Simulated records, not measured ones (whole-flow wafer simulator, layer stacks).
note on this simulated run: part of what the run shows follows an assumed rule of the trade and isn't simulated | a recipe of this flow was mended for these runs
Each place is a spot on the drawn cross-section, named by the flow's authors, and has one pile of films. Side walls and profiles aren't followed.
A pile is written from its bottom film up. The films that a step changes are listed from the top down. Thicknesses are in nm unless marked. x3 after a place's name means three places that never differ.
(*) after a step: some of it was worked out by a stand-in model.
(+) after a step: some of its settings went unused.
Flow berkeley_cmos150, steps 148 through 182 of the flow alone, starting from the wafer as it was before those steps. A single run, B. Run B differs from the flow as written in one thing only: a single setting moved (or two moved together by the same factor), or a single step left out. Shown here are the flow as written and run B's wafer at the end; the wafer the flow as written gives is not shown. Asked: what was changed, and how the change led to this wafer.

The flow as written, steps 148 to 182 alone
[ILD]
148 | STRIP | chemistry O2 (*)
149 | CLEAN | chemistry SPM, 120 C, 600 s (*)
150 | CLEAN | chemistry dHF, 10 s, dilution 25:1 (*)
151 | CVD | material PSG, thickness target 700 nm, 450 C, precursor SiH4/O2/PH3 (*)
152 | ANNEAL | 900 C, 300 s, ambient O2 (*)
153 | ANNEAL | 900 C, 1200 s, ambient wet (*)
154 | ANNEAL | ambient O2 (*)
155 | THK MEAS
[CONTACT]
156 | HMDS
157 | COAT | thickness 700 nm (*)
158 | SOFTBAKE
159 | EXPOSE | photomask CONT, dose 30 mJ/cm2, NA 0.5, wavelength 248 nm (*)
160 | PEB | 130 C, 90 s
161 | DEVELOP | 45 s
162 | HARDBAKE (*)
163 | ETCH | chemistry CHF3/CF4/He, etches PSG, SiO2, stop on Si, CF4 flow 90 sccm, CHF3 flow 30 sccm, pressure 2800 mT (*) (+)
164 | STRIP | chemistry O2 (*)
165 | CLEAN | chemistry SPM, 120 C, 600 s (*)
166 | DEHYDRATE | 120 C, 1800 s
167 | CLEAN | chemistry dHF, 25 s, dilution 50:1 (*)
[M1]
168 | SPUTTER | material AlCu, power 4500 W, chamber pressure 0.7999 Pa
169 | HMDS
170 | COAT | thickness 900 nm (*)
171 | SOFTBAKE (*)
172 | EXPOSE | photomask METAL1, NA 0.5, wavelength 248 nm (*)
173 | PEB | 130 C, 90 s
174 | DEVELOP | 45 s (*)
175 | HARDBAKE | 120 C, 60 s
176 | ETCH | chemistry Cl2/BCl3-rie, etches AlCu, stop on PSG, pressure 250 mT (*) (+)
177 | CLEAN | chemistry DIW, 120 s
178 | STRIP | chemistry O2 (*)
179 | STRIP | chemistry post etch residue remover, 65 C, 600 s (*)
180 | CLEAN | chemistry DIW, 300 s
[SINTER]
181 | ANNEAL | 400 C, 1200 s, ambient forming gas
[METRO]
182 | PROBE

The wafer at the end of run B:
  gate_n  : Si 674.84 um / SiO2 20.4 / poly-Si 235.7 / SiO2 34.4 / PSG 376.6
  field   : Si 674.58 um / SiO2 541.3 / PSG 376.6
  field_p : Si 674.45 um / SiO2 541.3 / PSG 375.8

The reason: step 151, CVD: thickness target 448 nm was run, whereas the flow has thickness target 700 nm; step 167, CLEAN: 16 s was run, where the flow has 25 s.

How this came from the change, step by step:
  151 | CVD | material PSG, thickness target 700 nm, 450 C, precursor SiH4/O2/PH3 (*)
      field, field_p, sd_n, gate_n, gate_p, contact, m1: PSG gains 448 (new film) (it would be, as written: PSG gains 700 (new film))
      sd_p: PSG gains 413.9 (new film) (it would be, as written: PSG gains 639.5 (new film))
  153 | ANNEAL | 900 C, 1200 s, ambient wet (*)
      sd_n, contact, m1: PSG loses 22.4, SiO2 gains 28, Si loses 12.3 (it would be, as written: PSG loses 35, SiO2 gains 22.8, Si loses 10)
      field, field_p: PSG loses 22.4, SiO2 gains 18.8, Si loses 8.27 (it would be, as written: PSG loses 35, SiO2 gains 16.3, Si loses 7.15)
      (also at 3 further places)
  157 | COAT | thickness 700 nm (*)
      sd_p: KrF-resist gains 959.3 (new film) (it would be, as written: KrF-resist gains 1000.3 (new film))
  163 | ETCH | chemistry CHF3/CF4/He, etches PSG, SiO2, stop on Si, CF4 flow 90 sccm, CHF3 flow 30 sccm, pressure 2800 mT (*) (+)
      field, field_p, sd_n, gate_n, sd_p, gate_p, m1: KrF-resist loses 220 (it would be, as written: KrF-resist loses 303.7)
      contact: PSG loses 425.6 (all of it), SiO2 loses 43.3 (all of it), Si loses 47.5 (it would be, as written: PSG loses 665 (all of it), SiO2 loses 38.1 (all of it), Si loses 47.5)
  164 | STRIP | chemistry O2 (*)
      field: KrF-resist loses 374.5 (all of it) (it would be, as written: KrF-resist loses 294.5 (all of it))
      field_p: KrF-resist loses 474.3 (all of it) (it would be, as written: KrF-resist loses 397.1 (all of it))
      (also at 5 further places)
  167 | CLEAN | chemistry dHF, 25 s, dilution 50:1 (*)
      field, field_p, sd_n, gate_n, sd_p, gate_p, m1: PSG loses 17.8 (it would be, as written: PSG loses 27.8)
  168 | SPUTTER | material AlCu, power 4500 W, chamber pressure 0.7999 Pa
      sd_p: AlCu gains 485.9 (new film) (it would be, as written: AlCu gains 471.4 (new film))
      contact: AlCu gains 498.1 (new film) (it would be, as written: AlCu gains 443.6 (new film))
  170 | COAT | thickness 900 nm (*)
      field: thick-KrF-resist gains 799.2 (new film) (it would be, as written: thick-KrF-resist gains 782.6 (new film))
      sd_p: thick-KrF-resist gains 1363.1 (new film) (it would be, as written: thick-KrF-resist gains 1400.4 (new film))
      (also at 2 further places)
  173 | PEB | 130 C, 90 s
      contact: thick-KrF-resist loses 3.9 (it would be, as written: thick-KrF-resist loses 4.56)
  174 | DEVELOP | 45 s (*)
      field: thick-KrF-resist loses 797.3 (all of it), AlCu loses 10 (it would be, as written: thick-KrF-resist loses 780.8 (all of it), AlCu loses 10)
      sd_p: thick-KrF-resist loses 1359.7 (all of it), AlCu loses 10 (it would be, as written: thick-KrF-resist loses 1396.9 (all of it), AlCu loses 10)
  175 | HARDBAKE | 120 C, 60 s
      contact: thick-KrF-resist loses 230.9 (it would be, as written: thick-KrF-resist loses 263.1)
      m1: thick-KrF-resist loses 151.8 (it would be, as written: thick-KrF-resist loses 148.2)
  176 | ETCH | chemistry Cl2/BCl3-rie, etches AlCu, stop on PSG, pressure 250 mT (*) (+)
      sd_p: AlCu loses 475.9 (all of it), PSG loses 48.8 (it would be, as written: AlCu loses 461.4 (all of it), PSG loses 50.6)
  178 | STRIP | chemistry O2 (*)
      contact: thick-KrF-resist loses 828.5 (all of it) (it would be, as written: thick-KrF-resist loses 1006.2 (all of it))
      m1: thick-KrF-resist loses 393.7 (all of it) (it would be, as written: thick-KrF-resist loses 373.8 (all of it))
